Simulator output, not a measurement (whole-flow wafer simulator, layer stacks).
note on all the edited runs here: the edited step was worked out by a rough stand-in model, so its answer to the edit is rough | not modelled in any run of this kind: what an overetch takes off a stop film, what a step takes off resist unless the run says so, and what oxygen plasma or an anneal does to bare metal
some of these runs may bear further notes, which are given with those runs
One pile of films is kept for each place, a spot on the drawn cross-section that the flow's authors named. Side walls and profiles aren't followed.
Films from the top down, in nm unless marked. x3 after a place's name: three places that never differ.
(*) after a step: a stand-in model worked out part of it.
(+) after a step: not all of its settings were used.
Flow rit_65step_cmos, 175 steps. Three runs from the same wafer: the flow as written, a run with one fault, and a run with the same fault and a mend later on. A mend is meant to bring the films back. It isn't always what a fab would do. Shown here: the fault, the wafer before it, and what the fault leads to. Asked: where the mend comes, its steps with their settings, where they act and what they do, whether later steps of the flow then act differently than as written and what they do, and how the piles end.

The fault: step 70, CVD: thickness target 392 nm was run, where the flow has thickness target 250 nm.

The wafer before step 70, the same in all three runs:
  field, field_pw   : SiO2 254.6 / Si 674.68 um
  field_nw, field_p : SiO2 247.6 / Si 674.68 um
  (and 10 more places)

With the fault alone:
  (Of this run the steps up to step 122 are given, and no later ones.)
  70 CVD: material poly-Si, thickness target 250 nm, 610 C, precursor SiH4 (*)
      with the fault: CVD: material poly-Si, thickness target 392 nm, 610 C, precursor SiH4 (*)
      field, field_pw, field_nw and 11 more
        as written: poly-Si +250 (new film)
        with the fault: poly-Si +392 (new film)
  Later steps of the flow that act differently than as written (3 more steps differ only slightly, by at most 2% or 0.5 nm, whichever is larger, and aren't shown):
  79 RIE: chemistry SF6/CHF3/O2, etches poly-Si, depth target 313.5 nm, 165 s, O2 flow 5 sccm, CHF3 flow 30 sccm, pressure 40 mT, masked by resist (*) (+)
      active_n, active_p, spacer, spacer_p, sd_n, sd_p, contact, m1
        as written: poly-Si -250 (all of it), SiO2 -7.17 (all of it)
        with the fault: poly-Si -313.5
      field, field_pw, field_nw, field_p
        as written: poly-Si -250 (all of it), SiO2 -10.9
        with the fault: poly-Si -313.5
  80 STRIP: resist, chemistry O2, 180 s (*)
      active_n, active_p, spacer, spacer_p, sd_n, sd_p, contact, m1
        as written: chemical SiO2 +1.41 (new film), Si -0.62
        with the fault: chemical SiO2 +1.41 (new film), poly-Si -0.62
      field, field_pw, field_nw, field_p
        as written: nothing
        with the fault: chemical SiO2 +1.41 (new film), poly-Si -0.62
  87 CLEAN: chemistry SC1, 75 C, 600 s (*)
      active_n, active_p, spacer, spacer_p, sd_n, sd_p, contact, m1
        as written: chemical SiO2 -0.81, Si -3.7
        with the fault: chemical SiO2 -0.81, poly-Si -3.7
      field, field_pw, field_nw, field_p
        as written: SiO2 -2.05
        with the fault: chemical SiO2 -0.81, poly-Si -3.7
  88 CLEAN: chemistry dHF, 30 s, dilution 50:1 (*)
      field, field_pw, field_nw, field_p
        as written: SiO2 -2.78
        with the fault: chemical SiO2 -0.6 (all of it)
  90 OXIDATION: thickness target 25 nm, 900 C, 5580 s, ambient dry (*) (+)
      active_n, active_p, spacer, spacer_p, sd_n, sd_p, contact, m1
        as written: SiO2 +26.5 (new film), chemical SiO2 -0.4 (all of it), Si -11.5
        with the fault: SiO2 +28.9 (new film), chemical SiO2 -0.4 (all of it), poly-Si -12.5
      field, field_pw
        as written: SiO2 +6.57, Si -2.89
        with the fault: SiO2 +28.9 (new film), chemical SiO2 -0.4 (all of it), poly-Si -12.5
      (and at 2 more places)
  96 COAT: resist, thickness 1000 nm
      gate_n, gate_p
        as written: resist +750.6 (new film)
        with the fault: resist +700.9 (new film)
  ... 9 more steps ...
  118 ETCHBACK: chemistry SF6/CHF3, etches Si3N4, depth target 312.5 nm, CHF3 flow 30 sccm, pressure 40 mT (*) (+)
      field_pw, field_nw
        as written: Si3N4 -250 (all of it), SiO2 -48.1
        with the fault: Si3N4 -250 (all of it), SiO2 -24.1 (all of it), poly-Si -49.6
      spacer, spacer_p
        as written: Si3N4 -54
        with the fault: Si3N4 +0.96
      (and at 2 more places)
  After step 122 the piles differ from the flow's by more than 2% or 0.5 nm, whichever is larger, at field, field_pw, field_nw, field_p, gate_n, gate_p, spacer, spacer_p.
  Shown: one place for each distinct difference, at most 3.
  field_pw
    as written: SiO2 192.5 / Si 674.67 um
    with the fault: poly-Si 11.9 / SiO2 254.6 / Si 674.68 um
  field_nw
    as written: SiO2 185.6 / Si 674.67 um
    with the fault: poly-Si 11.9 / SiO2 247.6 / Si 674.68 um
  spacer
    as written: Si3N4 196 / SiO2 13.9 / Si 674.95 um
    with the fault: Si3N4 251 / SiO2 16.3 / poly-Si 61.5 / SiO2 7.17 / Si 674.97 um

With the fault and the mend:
  The mend comes after step 71.
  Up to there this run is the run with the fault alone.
  71a ETCH: chemistry tmah, depth target 142 nm
      field, field_pw, field_nw and 11 more
        poly-Si -142
  No later step of the flow acts differently than as written at any place that is followed.
  At the end the piles are the same as the flow's at every place that both follow.
